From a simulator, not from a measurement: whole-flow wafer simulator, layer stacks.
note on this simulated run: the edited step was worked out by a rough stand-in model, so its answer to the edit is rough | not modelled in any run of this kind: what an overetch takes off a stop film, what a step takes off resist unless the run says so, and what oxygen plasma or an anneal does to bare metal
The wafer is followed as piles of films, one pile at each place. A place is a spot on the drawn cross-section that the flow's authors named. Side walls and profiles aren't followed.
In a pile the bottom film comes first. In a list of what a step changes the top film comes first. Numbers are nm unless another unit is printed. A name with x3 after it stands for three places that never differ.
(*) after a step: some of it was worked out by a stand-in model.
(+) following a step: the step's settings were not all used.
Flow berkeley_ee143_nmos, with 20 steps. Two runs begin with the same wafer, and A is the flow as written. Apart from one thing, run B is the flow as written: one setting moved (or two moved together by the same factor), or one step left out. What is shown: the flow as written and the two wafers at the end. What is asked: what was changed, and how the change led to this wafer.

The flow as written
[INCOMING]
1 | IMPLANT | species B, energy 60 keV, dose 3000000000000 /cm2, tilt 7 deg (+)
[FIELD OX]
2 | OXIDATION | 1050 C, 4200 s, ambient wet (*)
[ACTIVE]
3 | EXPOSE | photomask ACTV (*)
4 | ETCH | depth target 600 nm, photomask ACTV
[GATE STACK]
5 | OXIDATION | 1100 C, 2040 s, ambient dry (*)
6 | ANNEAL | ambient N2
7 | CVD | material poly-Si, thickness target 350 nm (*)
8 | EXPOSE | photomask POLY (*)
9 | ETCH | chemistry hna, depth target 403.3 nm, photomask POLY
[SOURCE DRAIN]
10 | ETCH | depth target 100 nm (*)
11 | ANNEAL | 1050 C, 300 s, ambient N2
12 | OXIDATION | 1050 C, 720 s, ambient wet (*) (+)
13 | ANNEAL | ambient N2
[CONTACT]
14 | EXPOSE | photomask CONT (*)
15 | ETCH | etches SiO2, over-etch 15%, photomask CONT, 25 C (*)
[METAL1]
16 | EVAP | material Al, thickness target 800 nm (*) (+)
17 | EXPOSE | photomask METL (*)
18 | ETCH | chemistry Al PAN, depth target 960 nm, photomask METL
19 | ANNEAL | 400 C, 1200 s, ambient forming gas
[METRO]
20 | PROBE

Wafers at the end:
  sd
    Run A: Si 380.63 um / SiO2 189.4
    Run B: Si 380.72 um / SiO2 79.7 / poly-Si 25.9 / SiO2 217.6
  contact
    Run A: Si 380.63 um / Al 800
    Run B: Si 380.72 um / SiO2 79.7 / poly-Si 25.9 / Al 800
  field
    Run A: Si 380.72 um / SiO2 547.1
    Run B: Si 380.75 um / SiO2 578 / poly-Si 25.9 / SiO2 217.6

The reason: step 7, CVD: thickness target 525 nm was run, though the flow has thickness target 350 nm.

Step by step, how the change led to this:
  7 | CVD | material poly-Si, thickness target 350 nm (*)
      gate, sd, contact, field: A poly-Si gains 350 (new film) | B poly-Si gains 525 (new film)
  9 | ETCH | chemistry hna, depth target 403.3 nm, photomask POLY
      sd, contact, field: A poly-Si loses 350 (all of it) | B poly-Si loses 403.3
  10 | ETCH | depth target 100 nm (*)
      sd, contact: A SiO2 loses 79.7 (all of it) | B nothing
      field: A SiO2 loses 100 | B nothing
  12 | OXIDATION | 1050 C, 720 s, ambient wet (*) (+)
      sd, contact: A SiO2 gains 189.4 (new film), Si loses 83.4 | B SiO2 gains 217.6 (new film), poly-Si loses 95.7
      field: A SiO2 gains 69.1, Si loses 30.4 | B SiO2 gains 217.6 (new film), poly-Si loses 95.7
  15 | ETCH | etches SiO2, over-etch 15%, photomask CONT, 25 C (*)
      contact: A SiO2 loses 189.4 (all of it) | B SiO2 loses 217.6 (all of it)
